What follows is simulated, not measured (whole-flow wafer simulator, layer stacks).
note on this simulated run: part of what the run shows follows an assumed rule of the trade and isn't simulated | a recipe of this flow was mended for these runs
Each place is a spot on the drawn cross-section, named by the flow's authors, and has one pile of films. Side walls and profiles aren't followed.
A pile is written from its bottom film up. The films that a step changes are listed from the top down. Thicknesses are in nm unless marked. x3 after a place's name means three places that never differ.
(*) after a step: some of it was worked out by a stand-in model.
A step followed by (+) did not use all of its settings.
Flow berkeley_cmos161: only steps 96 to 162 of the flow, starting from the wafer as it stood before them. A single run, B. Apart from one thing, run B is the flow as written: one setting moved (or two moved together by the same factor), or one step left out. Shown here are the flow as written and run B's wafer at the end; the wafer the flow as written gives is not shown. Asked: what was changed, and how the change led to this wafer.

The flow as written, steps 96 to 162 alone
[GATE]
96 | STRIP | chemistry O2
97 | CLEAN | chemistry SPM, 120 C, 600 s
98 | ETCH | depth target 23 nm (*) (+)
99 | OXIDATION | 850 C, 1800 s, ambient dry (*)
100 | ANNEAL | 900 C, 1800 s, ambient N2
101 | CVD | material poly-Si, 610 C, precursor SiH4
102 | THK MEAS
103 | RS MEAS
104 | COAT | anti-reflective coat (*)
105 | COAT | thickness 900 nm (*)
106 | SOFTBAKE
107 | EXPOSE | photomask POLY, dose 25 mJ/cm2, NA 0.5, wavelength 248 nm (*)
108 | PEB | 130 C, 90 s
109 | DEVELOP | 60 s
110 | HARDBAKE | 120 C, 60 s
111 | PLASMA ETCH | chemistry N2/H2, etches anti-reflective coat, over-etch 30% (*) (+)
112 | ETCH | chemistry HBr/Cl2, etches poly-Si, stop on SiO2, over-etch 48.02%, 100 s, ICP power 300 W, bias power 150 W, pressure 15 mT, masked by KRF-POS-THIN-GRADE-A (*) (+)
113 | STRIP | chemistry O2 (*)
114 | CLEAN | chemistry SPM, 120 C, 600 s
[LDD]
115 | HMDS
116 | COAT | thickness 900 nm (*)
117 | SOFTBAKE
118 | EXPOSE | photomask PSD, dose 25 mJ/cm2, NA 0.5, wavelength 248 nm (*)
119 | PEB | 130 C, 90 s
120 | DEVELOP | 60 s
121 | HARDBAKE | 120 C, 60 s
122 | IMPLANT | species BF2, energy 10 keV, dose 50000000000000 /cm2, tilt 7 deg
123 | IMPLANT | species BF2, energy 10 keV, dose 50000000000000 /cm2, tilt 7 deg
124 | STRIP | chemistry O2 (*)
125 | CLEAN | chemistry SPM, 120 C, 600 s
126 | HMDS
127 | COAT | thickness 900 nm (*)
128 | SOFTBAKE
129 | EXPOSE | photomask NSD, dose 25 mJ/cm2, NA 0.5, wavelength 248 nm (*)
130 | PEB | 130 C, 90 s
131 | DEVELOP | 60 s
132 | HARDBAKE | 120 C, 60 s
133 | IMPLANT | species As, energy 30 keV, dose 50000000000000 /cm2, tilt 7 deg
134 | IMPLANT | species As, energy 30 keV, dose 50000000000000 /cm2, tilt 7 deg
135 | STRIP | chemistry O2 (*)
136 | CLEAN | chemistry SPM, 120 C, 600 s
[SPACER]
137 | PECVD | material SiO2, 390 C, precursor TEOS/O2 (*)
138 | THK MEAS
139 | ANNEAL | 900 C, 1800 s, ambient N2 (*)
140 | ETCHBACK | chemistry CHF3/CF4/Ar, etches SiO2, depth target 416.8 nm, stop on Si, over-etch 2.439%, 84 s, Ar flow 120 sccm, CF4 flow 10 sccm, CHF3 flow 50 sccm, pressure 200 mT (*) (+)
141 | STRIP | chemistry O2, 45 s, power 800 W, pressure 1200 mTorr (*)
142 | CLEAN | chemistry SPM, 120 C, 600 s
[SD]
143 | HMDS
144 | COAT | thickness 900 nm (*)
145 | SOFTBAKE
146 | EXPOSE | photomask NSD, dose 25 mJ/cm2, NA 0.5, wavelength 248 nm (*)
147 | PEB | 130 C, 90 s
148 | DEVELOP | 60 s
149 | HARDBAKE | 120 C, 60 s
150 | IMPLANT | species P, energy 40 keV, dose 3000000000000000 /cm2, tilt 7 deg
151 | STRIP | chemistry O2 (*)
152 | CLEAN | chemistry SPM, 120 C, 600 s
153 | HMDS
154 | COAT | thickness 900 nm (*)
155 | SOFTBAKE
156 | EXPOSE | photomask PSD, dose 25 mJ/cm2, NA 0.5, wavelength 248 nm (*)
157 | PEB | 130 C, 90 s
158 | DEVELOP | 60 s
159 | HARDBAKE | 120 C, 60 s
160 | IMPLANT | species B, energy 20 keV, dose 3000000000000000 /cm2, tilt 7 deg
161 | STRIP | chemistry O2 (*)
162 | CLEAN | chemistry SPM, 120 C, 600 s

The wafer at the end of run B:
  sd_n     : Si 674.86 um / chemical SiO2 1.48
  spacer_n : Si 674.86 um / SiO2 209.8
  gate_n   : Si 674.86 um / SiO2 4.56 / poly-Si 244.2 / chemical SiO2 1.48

What caused this: step 99, OXIDATION: 720 s was run, though the flow has 1800 s.

How this came from the change, step by step:
  99 | OXIDATION | 850 C, 1800 s, ambient dry (*)
      sd_n, spacer_n, gate_n, sd_p, spacer_p, gate_p, contact, m1: SiO2 gains 4.56 (new film), Si loses 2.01 (in the flow as written it would be: SiO2 gains 7.48 (new film), Si loses 3.29)
